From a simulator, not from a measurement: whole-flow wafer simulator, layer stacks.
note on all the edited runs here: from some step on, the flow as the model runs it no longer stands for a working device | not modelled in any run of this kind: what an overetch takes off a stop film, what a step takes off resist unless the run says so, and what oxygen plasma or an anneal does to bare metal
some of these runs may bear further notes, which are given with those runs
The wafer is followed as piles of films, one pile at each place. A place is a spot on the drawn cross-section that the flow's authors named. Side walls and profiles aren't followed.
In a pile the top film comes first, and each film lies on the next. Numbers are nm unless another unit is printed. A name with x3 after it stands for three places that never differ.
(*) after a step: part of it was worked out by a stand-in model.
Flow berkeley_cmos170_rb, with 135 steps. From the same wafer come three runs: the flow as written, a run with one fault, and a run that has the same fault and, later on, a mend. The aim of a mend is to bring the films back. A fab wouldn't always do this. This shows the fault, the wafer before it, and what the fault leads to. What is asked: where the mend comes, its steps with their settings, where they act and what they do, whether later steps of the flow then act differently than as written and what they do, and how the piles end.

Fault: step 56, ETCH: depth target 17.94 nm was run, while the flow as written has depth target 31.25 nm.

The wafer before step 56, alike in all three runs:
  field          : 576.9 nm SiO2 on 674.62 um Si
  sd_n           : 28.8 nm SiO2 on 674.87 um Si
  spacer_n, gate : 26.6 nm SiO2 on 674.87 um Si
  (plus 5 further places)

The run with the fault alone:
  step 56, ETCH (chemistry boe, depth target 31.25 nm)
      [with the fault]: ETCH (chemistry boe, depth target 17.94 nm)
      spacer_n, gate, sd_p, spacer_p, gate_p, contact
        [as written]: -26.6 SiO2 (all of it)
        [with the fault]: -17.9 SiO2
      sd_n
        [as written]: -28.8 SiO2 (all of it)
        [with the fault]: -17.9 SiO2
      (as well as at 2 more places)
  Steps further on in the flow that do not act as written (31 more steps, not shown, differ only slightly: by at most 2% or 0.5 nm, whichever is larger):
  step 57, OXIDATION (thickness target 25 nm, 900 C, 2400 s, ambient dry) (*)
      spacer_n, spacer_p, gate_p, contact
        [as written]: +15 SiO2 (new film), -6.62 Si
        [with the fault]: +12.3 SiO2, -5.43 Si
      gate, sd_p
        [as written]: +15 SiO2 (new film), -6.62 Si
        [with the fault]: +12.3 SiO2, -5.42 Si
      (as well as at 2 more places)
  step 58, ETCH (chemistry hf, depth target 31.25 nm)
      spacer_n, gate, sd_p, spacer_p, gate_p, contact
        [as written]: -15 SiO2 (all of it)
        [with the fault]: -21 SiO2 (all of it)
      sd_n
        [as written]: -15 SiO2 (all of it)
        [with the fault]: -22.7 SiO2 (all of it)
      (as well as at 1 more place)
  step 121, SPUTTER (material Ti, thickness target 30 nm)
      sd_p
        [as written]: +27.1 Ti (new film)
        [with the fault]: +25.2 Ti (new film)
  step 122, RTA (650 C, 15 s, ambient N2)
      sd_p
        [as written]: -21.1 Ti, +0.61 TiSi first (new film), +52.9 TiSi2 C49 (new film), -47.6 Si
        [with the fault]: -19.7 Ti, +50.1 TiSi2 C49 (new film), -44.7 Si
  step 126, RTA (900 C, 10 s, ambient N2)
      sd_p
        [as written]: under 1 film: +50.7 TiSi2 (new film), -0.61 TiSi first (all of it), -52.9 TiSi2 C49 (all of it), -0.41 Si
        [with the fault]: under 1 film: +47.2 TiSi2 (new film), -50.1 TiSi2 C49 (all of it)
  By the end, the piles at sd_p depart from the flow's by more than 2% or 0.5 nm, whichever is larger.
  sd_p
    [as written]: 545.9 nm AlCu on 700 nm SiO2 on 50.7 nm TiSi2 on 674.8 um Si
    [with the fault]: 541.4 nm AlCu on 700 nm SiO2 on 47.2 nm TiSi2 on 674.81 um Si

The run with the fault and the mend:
  The mend stands after step 56.
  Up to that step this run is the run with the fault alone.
  step 56a, ETCH (chemistry boe, depth target 13.31 nm) (a further turn of the flow's step 56, with different settings)
      spacer_n, spacer_p, gate_p, contact
        -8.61 SiO2 (all of it)
      gate, sd_p
        -8.69 SiO2 (all of it)
      field
        -13.3 SiO2
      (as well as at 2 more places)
  None of the later steps of the flow differs from how it acts as written, at any place that is followed, by more than 2% or 0.5 nm, whichever is larger.
  At every place that both follow, the piles at the end match the flow's.
